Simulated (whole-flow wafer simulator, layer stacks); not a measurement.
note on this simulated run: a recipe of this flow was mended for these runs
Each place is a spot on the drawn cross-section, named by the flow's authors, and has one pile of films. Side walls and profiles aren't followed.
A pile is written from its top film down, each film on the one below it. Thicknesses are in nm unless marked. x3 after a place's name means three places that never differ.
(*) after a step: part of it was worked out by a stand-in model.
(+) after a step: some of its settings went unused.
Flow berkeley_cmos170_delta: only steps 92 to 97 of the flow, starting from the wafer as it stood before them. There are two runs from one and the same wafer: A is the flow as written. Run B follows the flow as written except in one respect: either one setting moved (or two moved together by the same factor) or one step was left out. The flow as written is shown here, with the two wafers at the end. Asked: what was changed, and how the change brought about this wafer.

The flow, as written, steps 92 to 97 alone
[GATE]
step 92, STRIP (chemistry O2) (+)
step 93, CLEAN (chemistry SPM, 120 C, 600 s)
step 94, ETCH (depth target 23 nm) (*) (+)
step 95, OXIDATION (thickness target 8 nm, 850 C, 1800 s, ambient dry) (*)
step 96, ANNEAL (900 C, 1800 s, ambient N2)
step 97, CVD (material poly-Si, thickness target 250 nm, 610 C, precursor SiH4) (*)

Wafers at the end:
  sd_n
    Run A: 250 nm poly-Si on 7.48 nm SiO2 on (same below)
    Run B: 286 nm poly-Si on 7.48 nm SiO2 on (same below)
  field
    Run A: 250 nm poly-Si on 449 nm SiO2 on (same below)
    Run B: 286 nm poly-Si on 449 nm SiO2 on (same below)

What caused this: step 97, CVD: thickness target 286 nm was run, while the flow as written has thickness target 250 nm.
One can read it off the wafer: sd_n has poly-Si 286, and step 97 as written asks for 250 nm.

Step by step, how the change led to this:
  step 97, CVD (material poly-Si, thickness target 250 nm, 610 C, precursor SiH4) (*)
      field, sd_n, spacer_n, gate, sd_p, spacer_p x2, contact, m1: A poly-Si gains 250 (new film) | B poly-Si gains 286 (new film)
